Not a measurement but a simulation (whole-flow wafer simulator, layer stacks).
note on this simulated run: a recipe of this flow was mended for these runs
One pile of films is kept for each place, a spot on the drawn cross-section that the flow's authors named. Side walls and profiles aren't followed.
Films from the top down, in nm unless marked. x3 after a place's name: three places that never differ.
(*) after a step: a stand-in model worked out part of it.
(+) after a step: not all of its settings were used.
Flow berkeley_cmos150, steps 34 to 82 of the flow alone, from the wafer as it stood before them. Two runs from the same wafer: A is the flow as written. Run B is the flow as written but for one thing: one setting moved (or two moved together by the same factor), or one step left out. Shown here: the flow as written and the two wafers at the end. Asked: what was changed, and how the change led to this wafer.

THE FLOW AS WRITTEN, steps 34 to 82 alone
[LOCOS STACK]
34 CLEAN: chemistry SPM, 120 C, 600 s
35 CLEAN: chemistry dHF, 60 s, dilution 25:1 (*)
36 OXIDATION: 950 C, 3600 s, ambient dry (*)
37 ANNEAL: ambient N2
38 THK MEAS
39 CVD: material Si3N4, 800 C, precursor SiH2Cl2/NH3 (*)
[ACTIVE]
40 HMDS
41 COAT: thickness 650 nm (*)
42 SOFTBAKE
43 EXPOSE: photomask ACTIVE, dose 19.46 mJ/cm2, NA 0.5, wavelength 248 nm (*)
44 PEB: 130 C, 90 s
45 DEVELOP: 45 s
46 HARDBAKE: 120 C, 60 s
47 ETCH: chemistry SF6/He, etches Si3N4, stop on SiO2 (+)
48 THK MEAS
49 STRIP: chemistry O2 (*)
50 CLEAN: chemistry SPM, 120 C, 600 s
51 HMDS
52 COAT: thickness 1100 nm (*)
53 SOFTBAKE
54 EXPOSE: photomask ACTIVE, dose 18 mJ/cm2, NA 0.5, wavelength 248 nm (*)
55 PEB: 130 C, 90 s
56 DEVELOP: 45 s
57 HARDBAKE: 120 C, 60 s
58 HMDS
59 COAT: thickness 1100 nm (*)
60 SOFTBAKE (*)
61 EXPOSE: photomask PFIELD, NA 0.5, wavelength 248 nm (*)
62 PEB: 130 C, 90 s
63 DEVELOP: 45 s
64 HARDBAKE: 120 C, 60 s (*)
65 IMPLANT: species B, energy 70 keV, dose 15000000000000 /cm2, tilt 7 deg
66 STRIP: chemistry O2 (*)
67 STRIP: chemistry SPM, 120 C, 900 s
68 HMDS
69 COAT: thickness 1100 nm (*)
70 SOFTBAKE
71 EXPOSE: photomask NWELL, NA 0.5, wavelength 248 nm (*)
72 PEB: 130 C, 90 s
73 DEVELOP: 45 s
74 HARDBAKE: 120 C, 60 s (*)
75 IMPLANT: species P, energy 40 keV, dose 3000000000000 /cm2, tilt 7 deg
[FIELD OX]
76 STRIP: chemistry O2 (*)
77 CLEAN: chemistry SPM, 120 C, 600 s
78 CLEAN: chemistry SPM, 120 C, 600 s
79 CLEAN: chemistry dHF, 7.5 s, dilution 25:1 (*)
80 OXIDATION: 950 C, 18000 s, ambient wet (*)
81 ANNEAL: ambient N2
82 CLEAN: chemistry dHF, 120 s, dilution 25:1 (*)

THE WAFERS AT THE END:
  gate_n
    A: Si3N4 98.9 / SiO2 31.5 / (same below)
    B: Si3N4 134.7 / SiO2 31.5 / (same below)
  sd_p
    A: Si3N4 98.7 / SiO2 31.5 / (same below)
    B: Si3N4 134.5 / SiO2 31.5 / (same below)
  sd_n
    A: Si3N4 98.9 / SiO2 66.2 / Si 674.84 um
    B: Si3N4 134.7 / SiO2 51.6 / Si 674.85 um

The cause: step 39, CVD: 835 C was run, where the flow has 800 C.

How the change led to this, step by step:
  39 CVD: material Si3N4, 800 C, precursor SiH2Cl2/NH3 (*)
      field, field_p, sd_n, gate_n, sd_p, gate_p, contact, m1: A Si3N4 +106 (new film) | B Si3N4 +141.9 (new film)
  41 COAT: thickness 650 nm (*)
      field: A KrF-resist +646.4 (new film) | B KrF-resist +616.6 (new film)
  45 DEVELOP: 45 s
      field: A KrF-resist -645 (all of it) | B KrF-resist -615.3 (all of it)
  47 ETCH: chemistry SF6/He, etches Si3N4, stop on SiO2 (+)
      sd_n, gate_n, sd_p, gate_p, contact, m1: A KrF-resist -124 | B KrF-resist -162.9
      field, field_p: A Si3N4 -106 (all of it), SiO2 -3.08 | B Si3N4 -141.9 (all of it), SiO2 -3.08
  49 STRIP: chemistry O2 (*)
      sd_n: A KrF-resist -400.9 (all of it) | B KrF-resist -361.8 (all of it)
      gate_n: A KrF-resist -409.3 (all of it) | B KrF-resist -370.2 (all of it)
      (and at 4 more places)
  52 COAT: thickness 1100 nm (*)
      sd_n: A thick-KrF-resist +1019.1 (new film) | B thick-KrF-resist +998.7 (new film)
  57 HARDBAKE: 120 C, 60 s
      sd_n: A thick-KrF-resist -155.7 | B thick-KrF-resist -152.5
  69 COAT: thickness 1100 nm (*)
      sd_n: A thick-KrF-resist +1019.1 (new film) | B thick-KrF-resist +998.7 (new film)
  76 STRIP: chemistry O2 (*)
      sd_n: A thick-KrF-resist -1003.4 (all of it) | B thick-KrF-resist -983 (all of it)
      m1: A thick-KrF-resist -1013.3 (all of it) | B thick-KrF-resist -993 (all of it)
  80 OXIDATION: 950 C, 18000 s, ambient wet (*)
      sd_n: A SiO2 +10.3 (new film), Si3N4 -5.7, SiO2 +34.7, Si -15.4 | B SiO2 +10.3 (new film), Si3N4 -5.7, SiO2 +20.1, Si -8.88
